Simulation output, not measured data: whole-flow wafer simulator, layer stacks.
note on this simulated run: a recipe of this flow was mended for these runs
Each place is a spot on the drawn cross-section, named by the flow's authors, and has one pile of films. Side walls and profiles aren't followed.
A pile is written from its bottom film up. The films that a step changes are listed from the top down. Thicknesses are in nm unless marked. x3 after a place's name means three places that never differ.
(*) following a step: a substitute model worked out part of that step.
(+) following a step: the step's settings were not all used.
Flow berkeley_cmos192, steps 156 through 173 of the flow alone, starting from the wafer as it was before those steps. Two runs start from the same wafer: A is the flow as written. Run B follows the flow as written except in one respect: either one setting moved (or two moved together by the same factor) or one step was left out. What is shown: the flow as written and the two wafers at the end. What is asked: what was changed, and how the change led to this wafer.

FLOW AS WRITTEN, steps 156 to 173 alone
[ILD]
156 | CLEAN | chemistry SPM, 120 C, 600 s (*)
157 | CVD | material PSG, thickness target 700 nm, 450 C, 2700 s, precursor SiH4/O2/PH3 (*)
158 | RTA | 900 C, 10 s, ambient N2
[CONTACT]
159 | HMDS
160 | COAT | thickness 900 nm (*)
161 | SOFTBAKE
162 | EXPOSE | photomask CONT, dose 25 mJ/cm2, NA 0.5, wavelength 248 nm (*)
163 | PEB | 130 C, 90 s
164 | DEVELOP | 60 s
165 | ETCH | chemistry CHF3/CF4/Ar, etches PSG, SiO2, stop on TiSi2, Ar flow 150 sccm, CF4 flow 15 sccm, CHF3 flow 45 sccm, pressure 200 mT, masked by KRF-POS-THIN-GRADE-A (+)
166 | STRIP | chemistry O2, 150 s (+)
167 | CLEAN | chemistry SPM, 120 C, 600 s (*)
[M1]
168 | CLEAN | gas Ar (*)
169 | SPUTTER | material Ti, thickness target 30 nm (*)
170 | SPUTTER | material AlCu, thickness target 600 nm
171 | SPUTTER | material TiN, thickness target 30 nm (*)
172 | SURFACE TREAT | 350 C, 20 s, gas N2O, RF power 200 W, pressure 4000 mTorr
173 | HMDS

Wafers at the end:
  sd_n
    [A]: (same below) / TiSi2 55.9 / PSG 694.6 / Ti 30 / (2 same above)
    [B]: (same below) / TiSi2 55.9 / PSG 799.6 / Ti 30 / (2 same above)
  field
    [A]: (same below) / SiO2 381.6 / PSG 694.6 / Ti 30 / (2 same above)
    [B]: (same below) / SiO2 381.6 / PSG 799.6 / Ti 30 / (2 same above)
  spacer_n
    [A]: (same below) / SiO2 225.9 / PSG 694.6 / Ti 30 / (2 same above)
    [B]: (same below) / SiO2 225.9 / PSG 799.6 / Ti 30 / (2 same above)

Cause: step 157, CVD: thickness target 805 nm was run, while the flow as written has thickness target 700 nm; step 157, CVD: 3105 s was run, where the flow has 2700 s.

Step by step, how the change led to this:
  157 | CVD | material PSG, thickness target 700 nm, 450 C, 2700 s, precursor SiH4/O2/PH3 (*)
      field, sd_n, spacer_n, gate, spacer_p, gate_p, contact, m1: A +700 PSG (new film) | B +805 PSG (new film)
      sd_p: A +668 PSG (new film) | B +766.4 PSG (new film)
  165 | ETCH | chemistry CHF3/CF4/Ar, etches PSG, SiO2, stop on TiSi2, Ar flow 150 sccm, CF4 flow 15 sccm, CHF3 flow 45 sccm, pressure 200 mT, masked by KRF-POS-THIN-GRADE-A (+)
      field, sd_n, spacer_n, gate, sd_p, spacer_p, gate_p, m1: A -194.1 KrF-resist | B -220.3 KrF-resist
      contact: A -700 PSG (all of it), -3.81 TiSi2 | B -805 PSG (all of it), -3.81 TiSi2
  166 | STRIP | chemistry O2, 150 s (+)
      field: A -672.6 KrF-resist (all of it) | B -647.5 KrF-resist (all of it)
      sd_n: A -784.4 KrF-resist (all of it) | B -758.6 KrF-resist (all of it)
      (and at 6 other places as well)
  169 | SPUTTER | material Ti, thickness target 30 nm (*)
      contact: A +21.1 Ti (new film) | B +19.9 Ti (new film)
  170 | SPUTTER | material AlCu, thickness target 600 nm
      contact: A +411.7 AlCu (new film) | B +386.4 AlCu (new film)
  171 | SPUTTER | material TiN, thickness target 30 nm (*)
      contact: A +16 TiN (new film) | B +14.6 TiN (new film)
